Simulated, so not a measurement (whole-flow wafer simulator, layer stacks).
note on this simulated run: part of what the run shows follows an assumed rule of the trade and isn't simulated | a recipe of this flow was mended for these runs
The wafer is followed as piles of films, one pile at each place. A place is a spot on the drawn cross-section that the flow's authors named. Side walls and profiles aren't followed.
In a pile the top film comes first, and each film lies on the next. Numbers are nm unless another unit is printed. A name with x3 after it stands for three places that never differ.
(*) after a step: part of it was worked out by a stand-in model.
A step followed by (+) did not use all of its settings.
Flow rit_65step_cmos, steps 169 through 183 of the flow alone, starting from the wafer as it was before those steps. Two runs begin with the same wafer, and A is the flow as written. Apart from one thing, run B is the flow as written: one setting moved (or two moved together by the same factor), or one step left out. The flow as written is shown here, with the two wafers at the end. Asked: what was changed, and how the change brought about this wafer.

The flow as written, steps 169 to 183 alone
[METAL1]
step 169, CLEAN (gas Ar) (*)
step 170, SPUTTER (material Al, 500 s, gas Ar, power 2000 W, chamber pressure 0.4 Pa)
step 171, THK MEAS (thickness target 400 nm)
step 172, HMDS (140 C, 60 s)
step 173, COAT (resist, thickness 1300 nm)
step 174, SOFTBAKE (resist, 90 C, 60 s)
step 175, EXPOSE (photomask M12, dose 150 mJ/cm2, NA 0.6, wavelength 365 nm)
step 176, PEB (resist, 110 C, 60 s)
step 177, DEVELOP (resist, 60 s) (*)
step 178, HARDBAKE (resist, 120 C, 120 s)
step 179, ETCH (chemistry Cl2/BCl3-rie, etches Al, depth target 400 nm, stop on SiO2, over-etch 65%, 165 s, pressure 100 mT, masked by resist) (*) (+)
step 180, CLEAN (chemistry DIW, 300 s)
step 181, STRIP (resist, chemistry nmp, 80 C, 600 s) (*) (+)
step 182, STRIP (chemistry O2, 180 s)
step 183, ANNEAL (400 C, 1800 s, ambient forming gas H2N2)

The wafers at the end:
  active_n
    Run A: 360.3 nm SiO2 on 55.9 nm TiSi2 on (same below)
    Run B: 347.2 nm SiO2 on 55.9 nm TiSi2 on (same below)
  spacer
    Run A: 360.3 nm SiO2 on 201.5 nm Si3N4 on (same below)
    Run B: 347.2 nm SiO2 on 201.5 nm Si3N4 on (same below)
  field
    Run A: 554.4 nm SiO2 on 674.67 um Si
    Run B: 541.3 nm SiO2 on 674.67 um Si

Cause: step 170, SPUTTER: 362 s was run, though the flow has 500 s; step 177, DEVELOP: 43.5 s was run, where the flow has 60 s.

Step by step, how the change led to this:
  step 170, SPUTTER (material Al, 500 s, gas Ar, power 2000 W, chamber pressure 0.4 Pa)
      field, field_pw, field_nw and 10 more: A +400 Al (new film) | B +289.6 Al (new film)
      contact: A +255.4 Al (new film) | B +189.2 Al (new film)
  step 173, COAT (resist, thickness 1300 nm)
      contact: A +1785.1 resist (new film) | B +1741.2 resist (new film)
  step 176, PEB (resist, 110 C, 60 s)
      contact: A -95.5 resist | B -93 resist
  step 177, DEVELOP (resist, 60 s) (*)
      active_n, active_p: A -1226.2 resist (all of it), -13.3 Al | B -1225.9 resist (all of it), -7.83 Al
      field: A -1291.6 resist (all of it), -13.3 Al | B -1291.2 resist (all of it), -7.83 Al
      (as well as at 9 more places)
  step 178, HARDBAKE (resist, 120 C, 120 s)
      contact: A -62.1 resist | B -60.4 resist
  step 179, ETCH (chemistry Cl2/BCl3-rie, etches Al, depth target 400 nm, stop on SiO2, over-etch 65%, 165 s, pressure 100 mT, masked by resist) (*) (+)
      field, field_pw, field_nw and 9 more: A -386.7 Al (all of it), -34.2 SiO2 | B -281.8 Al (all of it), -47.3 SiO2
  step 181, STRIP (resist, chemistry nmp, 80 C, 600 s) (*) (+)
      contact: A -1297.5 resist (all of it) | B -1257.7 resist (all of it)
